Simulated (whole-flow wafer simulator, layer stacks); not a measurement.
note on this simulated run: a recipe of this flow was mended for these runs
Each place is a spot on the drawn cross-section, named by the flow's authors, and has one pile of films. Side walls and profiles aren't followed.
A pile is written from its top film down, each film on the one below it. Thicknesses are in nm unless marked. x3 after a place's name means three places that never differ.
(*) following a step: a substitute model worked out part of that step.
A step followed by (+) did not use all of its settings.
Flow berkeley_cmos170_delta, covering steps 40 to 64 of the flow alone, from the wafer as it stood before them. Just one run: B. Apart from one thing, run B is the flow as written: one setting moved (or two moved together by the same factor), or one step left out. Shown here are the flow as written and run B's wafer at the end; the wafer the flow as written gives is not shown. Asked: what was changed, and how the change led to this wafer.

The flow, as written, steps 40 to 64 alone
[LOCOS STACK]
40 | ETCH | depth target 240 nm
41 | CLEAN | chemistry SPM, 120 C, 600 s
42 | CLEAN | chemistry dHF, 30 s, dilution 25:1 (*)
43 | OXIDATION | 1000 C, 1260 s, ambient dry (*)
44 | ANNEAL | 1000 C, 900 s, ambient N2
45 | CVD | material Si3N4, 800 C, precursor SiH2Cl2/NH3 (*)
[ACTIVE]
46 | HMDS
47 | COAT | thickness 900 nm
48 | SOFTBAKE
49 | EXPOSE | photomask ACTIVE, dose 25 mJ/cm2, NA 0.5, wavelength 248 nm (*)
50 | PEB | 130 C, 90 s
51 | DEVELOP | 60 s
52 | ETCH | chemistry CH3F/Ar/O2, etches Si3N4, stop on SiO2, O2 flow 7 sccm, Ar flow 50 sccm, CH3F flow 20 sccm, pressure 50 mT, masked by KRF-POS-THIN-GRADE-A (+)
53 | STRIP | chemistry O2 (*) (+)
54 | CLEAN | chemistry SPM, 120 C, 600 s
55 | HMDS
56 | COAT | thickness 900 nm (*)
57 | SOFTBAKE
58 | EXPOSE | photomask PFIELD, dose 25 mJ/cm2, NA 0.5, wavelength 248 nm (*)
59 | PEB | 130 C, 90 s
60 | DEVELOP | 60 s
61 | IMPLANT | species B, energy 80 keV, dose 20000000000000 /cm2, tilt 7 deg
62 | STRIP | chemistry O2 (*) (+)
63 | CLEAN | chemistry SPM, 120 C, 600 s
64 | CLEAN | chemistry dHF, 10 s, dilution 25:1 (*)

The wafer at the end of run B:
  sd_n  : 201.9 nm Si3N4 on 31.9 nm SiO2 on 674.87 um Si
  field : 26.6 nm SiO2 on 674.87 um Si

What caused this: step 43, OXIDATION: 1764 s was run, while the flow as written has 1260 s.

How this came from the change, step by step:
  43 | OXIDATION | 1000 C, 1260 s, ambient dry (*)
      field, sd_n, spacer_n and 6 more: SiO2 gains 31.9 (new film), Si loses 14 (as written it would have been: SiO2 gains 26.6 (new film), Si loses 11.7)
